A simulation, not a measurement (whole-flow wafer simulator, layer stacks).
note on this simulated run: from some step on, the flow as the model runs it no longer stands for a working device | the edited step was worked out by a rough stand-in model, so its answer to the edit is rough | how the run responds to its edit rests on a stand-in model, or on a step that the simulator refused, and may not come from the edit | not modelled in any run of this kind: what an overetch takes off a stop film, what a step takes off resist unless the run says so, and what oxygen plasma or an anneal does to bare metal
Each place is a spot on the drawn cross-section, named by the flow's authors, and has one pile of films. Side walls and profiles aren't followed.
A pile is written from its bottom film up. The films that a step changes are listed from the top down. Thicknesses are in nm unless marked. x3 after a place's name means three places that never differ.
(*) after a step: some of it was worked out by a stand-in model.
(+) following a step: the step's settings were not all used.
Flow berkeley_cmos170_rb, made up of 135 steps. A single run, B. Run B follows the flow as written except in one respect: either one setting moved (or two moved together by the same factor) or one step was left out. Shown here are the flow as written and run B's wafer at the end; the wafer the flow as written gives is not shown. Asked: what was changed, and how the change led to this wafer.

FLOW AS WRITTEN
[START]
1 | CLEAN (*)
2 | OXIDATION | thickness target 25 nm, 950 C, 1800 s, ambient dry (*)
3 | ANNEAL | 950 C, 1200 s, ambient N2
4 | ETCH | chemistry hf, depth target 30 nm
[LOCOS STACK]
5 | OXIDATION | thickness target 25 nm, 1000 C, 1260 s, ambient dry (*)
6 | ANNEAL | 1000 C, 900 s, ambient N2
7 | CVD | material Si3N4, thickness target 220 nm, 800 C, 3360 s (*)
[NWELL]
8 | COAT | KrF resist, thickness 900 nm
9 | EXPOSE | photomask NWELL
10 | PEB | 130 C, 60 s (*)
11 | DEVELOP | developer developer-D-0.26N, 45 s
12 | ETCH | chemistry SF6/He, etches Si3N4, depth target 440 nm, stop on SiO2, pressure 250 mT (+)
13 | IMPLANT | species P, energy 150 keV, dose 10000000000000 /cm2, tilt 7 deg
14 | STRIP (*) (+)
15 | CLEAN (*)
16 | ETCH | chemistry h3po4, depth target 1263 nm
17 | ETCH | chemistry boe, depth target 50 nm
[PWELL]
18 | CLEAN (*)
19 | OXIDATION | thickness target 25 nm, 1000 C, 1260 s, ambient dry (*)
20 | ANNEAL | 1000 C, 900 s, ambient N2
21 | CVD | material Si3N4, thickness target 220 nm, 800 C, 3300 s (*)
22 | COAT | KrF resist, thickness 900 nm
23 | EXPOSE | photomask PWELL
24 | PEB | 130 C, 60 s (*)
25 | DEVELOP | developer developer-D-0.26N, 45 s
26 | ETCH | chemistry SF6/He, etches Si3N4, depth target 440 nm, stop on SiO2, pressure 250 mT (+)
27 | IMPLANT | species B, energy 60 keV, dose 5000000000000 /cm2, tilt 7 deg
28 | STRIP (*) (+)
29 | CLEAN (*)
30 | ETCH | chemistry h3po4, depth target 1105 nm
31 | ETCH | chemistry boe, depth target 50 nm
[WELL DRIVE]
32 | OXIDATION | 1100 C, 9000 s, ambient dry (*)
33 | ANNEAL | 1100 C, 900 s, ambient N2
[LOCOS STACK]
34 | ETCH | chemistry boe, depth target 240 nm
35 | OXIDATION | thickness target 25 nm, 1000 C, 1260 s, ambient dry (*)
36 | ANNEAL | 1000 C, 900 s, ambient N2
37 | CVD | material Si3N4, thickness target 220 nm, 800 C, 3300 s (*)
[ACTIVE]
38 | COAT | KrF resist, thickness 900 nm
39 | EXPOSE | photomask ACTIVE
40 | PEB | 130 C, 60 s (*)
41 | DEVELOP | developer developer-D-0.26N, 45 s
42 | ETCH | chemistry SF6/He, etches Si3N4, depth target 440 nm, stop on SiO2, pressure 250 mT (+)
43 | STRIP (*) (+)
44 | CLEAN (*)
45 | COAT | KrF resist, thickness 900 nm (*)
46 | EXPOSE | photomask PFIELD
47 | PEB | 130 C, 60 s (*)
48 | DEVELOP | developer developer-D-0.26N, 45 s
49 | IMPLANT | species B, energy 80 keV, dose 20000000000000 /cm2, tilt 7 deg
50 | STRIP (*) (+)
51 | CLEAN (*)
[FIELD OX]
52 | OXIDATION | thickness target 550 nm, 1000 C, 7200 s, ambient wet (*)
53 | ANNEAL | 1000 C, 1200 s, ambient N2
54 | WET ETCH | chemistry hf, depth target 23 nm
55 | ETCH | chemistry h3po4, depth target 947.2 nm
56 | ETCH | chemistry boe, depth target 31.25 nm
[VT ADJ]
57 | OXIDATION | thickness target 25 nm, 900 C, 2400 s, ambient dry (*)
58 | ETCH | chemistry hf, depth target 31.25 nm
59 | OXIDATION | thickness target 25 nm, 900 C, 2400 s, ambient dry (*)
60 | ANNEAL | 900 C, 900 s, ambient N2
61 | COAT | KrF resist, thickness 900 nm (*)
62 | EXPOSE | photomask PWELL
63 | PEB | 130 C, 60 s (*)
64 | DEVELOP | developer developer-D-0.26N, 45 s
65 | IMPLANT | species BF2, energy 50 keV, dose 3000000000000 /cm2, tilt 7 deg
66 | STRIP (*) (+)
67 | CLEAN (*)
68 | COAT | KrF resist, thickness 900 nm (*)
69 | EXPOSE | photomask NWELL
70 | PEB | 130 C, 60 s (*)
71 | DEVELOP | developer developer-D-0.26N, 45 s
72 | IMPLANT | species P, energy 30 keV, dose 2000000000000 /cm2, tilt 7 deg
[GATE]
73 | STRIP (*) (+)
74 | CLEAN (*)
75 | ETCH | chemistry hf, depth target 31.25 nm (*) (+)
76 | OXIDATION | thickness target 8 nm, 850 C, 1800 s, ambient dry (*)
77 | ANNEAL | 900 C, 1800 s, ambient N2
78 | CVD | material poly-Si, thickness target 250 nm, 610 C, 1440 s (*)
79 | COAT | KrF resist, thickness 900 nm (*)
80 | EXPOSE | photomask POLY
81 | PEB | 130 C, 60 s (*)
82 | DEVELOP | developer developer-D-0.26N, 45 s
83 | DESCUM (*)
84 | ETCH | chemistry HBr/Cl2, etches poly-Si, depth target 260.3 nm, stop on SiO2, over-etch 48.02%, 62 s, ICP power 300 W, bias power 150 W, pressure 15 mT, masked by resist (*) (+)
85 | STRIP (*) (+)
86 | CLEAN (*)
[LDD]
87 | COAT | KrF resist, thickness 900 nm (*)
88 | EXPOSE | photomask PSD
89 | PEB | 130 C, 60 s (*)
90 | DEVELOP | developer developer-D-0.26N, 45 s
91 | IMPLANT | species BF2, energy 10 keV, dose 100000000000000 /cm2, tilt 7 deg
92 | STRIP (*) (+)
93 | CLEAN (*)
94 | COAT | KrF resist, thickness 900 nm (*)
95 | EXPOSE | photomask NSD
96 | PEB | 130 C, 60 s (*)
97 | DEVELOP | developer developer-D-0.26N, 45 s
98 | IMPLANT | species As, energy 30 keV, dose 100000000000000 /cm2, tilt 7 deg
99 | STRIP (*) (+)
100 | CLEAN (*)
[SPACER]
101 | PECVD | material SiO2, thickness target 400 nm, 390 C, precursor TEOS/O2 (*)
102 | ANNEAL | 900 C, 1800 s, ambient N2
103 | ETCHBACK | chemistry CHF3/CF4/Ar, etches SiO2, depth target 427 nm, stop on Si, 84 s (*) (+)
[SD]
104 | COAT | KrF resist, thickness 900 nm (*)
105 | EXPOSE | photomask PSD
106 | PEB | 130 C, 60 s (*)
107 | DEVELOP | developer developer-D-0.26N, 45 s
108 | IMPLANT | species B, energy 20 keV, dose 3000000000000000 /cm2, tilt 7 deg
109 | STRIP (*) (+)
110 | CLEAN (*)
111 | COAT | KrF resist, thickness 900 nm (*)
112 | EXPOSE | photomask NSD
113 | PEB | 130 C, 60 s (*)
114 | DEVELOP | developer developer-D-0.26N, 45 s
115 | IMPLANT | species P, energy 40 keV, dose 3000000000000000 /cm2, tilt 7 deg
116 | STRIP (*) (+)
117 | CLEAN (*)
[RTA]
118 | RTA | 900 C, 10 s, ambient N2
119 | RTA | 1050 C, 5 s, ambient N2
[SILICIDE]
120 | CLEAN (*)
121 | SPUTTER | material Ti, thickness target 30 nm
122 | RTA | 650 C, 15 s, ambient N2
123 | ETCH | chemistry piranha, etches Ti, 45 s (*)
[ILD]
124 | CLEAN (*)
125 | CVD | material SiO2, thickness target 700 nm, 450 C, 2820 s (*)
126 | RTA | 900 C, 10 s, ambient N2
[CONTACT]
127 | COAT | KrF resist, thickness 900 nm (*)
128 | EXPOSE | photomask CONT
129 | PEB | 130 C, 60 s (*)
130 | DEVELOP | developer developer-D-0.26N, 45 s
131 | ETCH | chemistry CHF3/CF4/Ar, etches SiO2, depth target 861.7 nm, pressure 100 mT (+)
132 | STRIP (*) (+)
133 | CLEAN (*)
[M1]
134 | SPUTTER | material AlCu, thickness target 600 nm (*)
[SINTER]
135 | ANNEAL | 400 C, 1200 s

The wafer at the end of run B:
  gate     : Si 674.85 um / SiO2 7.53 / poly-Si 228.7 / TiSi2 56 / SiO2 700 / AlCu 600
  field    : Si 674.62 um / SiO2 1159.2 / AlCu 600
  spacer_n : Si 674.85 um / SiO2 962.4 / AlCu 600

Cause: step 78, CVD: thickness target 282 nm was run, while the flow as written has thickness target 250 nm; step 78, CVD: 1623 s was run, where the flow has 1440 s.

How this came from the change, step by step:
  78 | CVD | material poly-Si, thickness target 250 nm, 610 C, 1440 s (*)
      field, sd_n, spacer_n and 6 more: +282 poly-Si (new film) (in the flow as written it would be: +250 poly-Si (new film))
  84 | ETCH | chemistry HBr/Cl2, etches poly-Si, depth target 260.3 nm, stop on SiO2, over-etch 48.02%, 62 s, ICP power 300 W, bias power 150 W, pressure 15 mT, masked by resist (*) (+)
      field, sd_n, spacer_n, sd_p, spacer_p, contact, m1: -282 poly-Si (all of it), -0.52 SiO2 (in the flow as written it would be: -250 poly-Si (all of it), -1.42 SiO2)
  87 | COAT | KrF resist, thickness 900 nm (*)
      gate: +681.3 KrF resist (new film) (in the flow as written it would be: +706 KrF resist (new film))
      gate_p: +681.8 KrF resist (new film) (in the flow as written it would be: +706.3 KrF resist (new film))
  90 | DEVELOP | developer developer-D-0.26N, 45 s
      gate_p: -681.8 KrF resist (all of it) (in the flow as written it would be: -706.3 KrF resist (all of it))
  92 | STRIP (*) (+)
      gate: -667.1 KrF resist (all of it) (in the flow as written it would be: -691.8 KrF resist (all of it))
  94 | COAT | KrF resist, thickness 900 nm (*)
      gate: +681.3 KrF resist (new film) (in the flow as written it would be: +706 KrF resist (new film))
      gate_p: +681.8 KrF resist (new film) (in the flow as written it would be: +706.3 KrF resist (new film))
  97 | DEVELOP | developer developer-D-0.26N, 45 s
      gate: -681.3 KrF resist (all of it) (in the flow as written it would be: -706 KrF resist (all of it))
  99 | STRIP (*) (+)
      gate_p: -667.6 KrF resist (all of it) (in the flow as written it would be: -692.1 KrF resist (all of it))
  103 | ETCHBACK | chemistry CHF3/CF4/Ar, etches SiO2, depth target 427 nm, stop on Si, 84 s (*) (+)
      spacer_n, spacer_p: -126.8 SiO2 (in the flow as written it would be: -157.9 SiO2)
  104 | COAT | KrF resist, thickness 900 nm (*)
      spacer_n: +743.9 KrF resist (new film) (in the flow as written it would be: +766.3 KrF resist (new film))
      gate: +720.3 KrF resist (new film) (in the flow as written it would be: +742.1 KrF resist (new film))
      (and at 2 other places as well)
  107 | DEVELOP | developer developer-D-0.26N, 45 s
      spacer_p: -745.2 KrF resist (all of it) (in the flow as written it would be: -767.7 KrF resist (all of it))
      gate_p: -721.3 KrF resist (all of it) (in the flow as written it would be: -743.2 KrF resist (all of it))
  109 | STRIP (*) (+)
      spacer_n: -729.7 KrF resist (all of it) (in the flow as written it would be: -752.1 KrF resist (all of it))
      gate: -706.1 KrF resist (all of it) (in the flow as written it would be: -727.9 KrF resist (all of it))
  111 | COAT | KrF resist, thickness 900 nm (*)
      spacer_n: +743.9 KrF resist (new film) (in the flow as written it would be: +766.3 KrF resist (new film))
      gate: +720.3 KrF resist (new film) (in the flow as written it would be: +742.1 KrF resist (new film))
      (and at 2 other places as well)
  114 | DEVELOP | developer developer-D-0.26N, 45 s
      spacer_n: -743.9 KrF resist (all of it) (in the flow as written it would be: -766.3 KrF resist (all of it))
      gate: -720.3 KrF resist (all of it) (in the flow as written it would be: -742.1 KrF resist (all of it))
  116 | STRIP (*) (+)
      spacer_p: -731 KrF resist (all of it) (in the flow as written it would be: -753.5 KrF resist (all of it))
      gate_p: -707.1 KrF resist (all of it) (in the flow as written it would be: -729 KrF resist (all of it))
  132 | STRIP (*) (+)
      spacer_n: -575.5 KrF resist (all of it) (in the flow as written it would be: -590.2 KrF resist (all of it))
      gate: -556.3 KrF resist (all of it) (in the flow as written it would be: -568.8 KrF resist (all of it))
      (and at 2 other places as well)
